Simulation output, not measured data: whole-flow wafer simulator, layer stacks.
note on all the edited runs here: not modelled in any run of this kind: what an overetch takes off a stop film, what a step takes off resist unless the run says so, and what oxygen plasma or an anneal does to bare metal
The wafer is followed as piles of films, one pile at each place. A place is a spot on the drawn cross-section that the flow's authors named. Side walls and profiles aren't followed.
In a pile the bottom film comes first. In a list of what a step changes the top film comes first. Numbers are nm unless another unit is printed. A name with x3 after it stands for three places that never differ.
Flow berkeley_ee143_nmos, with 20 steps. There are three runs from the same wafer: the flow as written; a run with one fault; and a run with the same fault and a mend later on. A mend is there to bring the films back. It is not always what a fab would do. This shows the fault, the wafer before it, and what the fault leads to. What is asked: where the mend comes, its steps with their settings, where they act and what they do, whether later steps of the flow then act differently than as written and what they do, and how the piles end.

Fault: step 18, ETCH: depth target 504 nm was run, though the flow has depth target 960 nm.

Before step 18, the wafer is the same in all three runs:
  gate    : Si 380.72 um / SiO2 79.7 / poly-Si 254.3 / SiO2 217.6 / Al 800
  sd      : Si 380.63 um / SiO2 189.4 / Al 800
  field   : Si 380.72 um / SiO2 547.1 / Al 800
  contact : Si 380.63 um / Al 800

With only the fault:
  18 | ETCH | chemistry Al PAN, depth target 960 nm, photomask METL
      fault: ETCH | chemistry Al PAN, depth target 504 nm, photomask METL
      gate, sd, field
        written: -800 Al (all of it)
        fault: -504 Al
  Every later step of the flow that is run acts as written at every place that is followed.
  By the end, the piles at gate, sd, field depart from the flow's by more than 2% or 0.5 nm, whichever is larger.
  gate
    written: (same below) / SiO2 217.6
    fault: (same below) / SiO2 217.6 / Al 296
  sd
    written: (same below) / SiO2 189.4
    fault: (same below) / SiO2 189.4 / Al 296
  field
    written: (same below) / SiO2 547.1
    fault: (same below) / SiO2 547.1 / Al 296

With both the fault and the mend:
  After step 18 comes the mend.
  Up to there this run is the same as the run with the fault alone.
  18a | ETCH | chemistry Al PAN, depth target 456 nm, photomask METL (a further turn of the flow's step 18, with different settings)
      gate, sd, field
        -296 Al (all of it)
  Every later step of the flow that is run acts as written at every place that is followed.
  The piles end the same as the flow's at every place that both follow.
